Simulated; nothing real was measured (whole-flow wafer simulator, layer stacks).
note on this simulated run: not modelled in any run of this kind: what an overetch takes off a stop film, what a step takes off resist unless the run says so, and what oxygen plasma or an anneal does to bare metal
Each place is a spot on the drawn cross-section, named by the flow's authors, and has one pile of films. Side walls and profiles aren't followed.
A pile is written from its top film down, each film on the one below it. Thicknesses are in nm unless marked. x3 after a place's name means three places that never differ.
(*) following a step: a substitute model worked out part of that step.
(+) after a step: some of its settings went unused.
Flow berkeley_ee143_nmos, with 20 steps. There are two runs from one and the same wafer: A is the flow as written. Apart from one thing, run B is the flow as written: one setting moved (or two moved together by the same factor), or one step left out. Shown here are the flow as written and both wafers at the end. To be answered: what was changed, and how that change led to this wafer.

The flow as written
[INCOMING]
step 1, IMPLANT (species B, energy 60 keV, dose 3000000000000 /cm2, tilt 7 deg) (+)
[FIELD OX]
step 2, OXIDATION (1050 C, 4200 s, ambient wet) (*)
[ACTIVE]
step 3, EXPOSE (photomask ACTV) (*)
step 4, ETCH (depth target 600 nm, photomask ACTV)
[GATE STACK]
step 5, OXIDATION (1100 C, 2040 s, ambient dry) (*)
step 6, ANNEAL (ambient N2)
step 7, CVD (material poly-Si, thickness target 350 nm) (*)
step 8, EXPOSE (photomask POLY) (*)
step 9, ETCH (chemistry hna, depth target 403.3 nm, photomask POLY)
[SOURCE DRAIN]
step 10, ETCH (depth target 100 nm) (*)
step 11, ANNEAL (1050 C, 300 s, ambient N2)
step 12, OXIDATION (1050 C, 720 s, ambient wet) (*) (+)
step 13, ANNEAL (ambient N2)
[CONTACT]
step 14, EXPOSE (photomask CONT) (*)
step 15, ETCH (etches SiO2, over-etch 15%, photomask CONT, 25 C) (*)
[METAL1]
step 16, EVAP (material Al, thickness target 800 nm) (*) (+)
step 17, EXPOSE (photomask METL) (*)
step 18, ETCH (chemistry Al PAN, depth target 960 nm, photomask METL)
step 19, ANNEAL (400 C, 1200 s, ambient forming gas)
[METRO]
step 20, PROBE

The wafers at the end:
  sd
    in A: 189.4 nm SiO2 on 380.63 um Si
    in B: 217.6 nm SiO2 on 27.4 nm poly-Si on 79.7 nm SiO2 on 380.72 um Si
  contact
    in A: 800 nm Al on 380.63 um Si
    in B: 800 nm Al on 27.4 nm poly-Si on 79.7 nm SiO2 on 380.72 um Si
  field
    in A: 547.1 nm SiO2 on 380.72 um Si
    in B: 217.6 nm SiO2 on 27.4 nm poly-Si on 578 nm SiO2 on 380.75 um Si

Cause: step 9, ETCH: depth target 226.9 nm was run, though the flow has depth target 403.3 nm.

How this came from the change, step by step:
  step 9, ETCH (chemistry hna, depth target 403.3 nm, photomask POLY)
      sd, contact, field: A -350 poly-Si (all of it) | B -226.9 poly-Si
  step 10, ETCH (depth target 100 nm) (*)
      sd, contact: A -79.7 SiO2 (all of it) | B nothing
      field: A -100 SiO2 | B nothing
  step 12, OXIDATION (1050 C, 720 s, ambient wet) (*) (+)
      sd, contact: A +189.4 SiO2 (new film), -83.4 Si | B +217.6 SiO2 (new film), -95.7 poly-Si
      field: A +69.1 SiO2, -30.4 Si | B +217.6 SiO2 (new film), -95.7 poly-Si
  step 15, ETCH (etches SiO2, over-etch 15%, photomask CONT, 25 C) (*)
      contact: A -189.4 SiO2 (all of it) | B -217.6 SiO2 (all of it)
